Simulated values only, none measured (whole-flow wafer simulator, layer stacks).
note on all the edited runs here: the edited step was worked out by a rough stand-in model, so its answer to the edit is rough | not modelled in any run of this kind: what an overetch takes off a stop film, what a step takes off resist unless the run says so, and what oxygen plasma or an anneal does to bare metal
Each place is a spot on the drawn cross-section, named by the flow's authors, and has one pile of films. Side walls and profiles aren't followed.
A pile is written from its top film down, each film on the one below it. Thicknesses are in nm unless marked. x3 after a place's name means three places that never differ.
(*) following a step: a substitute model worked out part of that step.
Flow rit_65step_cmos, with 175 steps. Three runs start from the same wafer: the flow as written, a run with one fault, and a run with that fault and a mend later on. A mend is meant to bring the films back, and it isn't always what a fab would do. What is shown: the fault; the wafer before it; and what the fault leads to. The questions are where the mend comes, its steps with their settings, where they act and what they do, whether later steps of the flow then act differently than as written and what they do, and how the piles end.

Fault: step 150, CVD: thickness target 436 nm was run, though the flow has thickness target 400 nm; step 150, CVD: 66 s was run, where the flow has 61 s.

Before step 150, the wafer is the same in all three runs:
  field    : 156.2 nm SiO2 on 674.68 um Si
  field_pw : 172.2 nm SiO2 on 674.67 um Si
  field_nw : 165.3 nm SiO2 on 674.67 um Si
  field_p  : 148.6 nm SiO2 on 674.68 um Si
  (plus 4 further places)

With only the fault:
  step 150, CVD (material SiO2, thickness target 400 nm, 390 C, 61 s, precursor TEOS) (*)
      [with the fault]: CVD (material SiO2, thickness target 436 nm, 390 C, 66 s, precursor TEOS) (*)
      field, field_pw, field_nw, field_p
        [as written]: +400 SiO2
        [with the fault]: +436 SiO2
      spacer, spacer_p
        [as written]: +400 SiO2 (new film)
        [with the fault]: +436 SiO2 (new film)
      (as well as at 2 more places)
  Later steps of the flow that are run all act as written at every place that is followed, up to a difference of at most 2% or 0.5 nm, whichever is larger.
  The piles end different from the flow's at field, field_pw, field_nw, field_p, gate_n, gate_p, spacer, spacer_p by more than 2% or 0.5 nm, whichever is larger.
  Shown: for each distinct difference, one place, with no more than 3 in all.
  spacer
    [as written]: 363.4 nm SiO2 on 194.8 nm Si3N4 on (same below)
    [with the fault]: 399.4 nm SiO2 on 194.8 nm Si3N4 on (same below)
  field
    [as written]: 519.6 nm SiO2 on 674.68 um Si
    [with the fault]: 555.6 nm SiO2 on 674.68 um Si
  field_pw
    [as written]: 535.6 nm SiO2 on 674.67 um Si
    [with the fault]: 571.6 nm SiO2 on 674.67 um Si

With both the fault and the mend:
  The mend follows step 151.
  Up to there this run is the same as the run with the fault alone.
  step 151a, ETCH (chemistry boe, depth target 36.6 nm)
      field, field_pw, field_nw, field_p, gate_n, gate_p, spacer, spacer_p
        -36.6 SiO2
  Later steps of the flow that are run all act as written at every place that is followed, up to a difference of at most 2% or 0.5 nm, whichever is larger.
  When the end is reached, the piles differ only a little from the flow's at the places that both follow, at most by 2% or 0.5 nm, whichever is larger.
